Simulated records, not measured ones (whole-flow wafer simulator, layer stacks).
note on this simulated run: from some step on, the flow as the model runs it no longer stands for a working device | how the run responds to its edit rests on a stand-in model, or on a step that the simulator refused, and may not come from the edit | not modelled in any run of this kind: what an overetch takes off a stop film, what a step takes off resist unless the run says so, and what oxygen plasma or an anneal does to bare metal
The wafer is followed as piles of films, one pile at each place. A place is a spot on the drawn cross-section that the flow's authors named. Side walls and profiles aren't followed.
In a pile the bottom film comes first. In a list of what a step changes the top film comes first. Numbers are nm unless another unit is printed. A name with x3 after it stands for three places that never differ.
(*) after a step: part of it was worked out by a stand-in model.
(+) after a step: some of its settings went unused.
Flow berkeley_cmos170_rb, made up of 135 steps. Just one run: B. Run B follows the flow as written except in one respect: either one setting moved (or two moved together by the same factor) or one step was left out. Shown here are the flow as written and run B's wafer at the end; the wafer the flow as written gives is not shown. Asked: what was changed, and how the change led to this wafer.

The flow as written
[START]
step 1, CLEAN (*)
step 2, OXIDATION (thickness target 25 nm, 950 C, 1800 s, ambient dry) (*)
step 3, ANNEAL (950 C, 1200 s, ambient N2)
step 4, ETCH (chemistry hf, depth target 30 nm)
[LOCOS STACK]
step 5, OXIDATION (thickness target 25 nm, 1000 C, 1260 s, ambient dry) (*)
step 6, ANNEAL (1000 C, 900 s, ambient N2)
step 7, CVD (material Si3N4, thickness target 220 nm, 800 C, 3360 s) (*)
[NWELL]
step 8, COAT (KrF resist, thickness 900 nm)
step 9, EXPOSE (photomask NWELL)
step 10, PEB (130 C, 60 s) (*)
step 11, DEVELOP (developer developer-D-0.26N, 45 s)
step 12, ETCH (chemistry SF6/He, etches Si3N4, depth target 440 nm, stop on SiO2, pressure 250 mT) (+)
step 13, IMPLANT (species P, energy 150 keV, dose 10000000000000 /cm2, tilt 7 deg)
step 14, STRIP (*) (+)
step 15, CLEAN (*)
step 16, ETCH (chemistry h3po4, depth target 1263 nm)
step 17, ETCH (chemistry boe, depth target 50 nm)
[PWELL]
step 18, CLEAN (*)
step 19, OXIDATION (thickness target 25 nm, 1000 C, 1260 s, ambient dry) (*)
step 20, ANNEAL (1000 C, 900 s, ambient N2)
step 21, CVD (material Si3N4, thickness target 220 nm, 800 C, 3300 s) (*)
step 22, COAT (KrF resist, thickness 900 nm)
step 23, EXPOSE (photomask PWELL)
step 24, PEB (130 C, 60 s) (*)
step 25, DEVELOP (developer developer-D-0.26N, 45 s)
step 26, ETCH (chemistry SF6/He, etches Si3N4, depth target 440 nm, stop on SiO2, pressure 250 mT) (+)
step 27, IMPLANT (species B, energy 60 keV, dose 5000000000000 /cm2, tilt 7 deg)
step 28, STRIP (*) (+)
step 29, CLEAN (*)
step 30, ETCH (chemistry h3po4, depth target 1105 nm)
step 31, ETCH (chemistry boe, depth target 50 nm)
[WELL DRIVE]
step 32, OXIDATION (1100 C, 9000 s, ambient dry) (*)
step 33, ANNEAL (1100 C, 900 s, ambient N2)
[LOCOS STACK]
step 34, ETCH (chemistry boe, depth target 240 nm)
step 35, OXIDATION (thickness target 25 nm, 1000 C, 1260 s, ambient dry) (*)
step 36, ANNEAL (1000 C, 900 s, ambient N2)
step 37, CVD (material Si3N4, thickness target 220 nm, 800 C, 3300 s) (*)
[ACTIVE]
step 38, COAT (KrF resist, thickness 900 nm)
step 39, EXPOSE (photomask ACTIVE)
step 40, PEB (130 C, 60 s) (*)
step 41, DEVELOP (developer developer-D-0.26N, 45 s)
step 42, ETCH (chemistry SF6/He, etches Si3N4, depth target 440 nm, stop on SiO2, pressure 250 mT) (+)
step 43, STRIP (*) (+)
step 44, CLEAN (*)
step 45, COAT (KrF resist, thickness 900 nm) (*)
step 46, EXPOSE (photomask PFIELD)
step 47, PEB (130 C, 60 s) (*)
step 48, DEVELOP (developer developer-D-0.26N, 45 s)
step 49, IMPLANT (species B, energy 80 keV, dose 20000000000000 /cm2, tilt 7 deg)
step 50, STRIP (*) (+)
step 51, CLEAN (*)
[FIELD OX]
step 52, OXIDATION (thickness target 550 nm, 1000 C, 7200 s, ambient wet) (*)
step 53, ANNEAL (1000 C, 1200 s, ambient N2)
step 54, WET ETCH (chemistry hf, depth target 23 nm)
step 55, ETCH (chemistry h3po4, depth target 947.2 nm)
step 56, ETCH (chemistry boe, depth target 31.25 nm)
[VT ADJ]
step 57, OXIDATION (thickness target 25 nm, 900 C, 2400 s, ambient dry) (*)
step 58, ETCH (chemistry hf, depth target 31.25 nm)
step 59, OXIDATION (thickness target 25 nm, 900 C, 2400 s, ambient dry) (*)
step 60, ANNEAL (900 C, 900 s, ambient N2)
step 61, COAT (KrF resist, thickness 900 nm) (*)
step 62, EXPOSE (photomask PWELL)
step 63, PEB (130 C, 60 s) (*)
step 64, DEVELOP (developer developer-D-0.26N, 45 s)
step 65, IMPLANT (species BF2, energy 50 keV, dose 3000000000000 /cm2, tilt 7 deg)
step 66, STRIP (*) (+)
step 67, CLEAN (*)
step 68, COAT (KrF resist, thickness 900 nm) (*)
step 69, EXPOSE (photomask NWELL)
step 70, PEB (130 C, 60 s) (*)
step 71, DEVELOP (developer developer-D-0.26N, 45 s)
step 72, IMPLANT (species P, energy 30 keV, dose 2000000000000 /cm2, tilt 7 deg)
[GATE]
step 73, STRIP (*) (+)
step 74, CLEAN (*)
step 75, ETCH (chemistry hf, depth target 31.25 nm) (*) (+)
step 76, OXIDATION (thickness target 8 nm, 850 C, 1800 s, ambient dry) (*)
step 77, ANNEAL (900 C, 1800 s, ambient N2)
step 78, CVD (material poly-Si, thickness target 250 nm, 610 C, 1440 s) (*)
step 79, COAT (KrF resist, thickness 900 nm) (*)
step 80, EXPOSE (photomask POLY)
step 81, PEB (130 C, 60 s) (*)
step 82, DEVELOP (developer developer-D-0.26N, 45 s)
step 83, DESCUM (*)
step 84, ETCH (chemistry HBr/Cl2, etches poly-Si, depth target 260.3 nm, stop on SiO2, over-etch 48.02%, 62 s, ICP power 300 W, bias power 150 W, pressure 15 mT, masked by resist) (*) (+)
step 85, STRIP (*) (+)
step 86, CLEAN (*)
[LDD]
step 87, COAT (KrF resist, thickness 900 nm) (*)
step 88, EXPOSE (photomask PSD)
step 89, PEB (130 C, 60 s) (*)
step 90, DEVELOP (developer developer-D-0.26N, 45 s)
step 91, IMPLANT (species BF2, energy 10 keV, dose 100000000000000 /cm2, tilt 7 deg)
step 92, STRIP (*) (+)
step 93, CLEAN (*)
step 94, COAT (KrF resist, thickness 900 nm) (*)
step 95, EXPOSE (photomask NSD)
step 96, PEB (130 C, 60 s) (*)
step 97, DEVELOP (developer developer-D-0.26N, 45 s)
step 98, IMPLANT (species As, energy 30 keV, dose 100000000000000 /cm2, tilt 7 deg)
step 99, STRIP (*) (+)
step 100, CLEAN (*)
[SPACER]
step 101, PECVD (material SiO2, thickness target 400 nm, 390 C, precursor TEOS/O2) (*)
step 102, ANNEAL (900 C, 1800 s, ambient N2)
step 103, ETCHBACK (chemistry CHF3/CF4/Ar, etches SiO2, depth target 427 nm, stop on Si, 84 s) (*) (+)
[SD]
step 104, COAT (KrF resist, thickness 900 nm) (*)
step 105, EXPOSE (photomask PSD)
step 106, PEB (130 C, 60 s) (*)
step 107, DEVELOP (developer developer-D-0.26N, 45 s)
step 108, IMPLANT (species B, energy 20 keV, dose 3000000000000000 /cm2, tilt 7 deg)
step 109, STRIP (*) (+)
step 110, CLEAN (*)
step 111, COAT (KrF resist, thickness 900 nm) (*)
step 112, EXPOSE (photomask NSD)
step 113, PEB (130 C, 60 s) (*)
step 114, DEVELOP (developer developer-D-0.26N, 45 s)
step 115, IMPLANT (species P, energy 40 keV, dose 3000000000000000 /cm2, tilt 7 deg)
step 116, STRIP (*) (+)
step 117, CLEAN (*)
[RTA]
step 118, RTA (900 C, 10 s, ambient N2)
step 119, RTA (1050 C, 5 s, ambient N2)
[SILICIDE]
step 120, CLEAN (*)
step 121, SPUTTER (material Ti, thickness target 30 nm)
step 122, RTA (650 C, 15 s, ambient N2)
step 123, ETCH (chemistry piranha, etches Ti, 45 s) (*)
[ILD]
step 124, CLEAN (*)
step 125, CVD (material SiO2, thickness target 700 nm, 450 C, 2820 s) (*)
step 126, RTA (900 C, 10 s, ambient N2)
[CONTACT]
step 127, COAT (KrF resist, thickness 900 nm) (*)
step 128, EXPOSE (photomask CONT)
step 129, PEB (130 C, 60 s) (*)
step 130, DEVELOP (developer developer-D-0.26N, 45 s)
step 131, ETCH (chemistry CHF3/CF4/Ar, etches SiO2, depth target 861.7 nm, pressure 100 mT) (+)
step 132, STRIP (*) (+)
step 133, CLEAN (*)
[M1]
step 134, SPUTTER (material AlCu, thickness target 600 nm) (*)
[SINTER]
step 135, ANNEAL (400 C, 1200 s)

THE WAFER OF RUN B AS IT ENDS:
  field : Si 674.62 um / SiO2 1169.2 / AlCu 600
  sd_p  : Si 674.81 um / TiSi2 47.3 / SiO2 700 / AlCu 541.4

Cause: step 58, ETCH: depth target 20.31 nm was run, whereas the flow has depth target 31.25 nm.

How this came from the change, step by step:
  step 58, ETCH (chemistry hf, depth target 31.25 nm)
      field: -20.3 SiO2 (it would be, as written: -31.2 SiO2)
  step 121, SPUTTER (material Ti, thickness target 30 nm)
      sd_p: +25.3 Ti (new film) (it would be, as written: +27.1 Ti (new film))
  step 122, RTA (650 C, 15 s, ambient N2)
      sd_p: -19.7 Ti, +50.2 TiSi2 C49 (new film), -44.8 Si (it would be, as written: -21.1 Ti, +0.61 TiSi first (new film), +52.9 TiSi2 C49 (new film), -47.6 Si)
  step 126, RTA (900 C, 10 s, ambient N2)
      sd_p: under 1 film: +47.3 TiSi2 (new film), -50.2 TiSi2 C49 (all of it) (it would be, as written: under 1 film: +50.7 TiSi2 (new film), -0.61 TiSi first (all of it), -52.9 TiSi2 C49 (all of it), -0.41 Si)
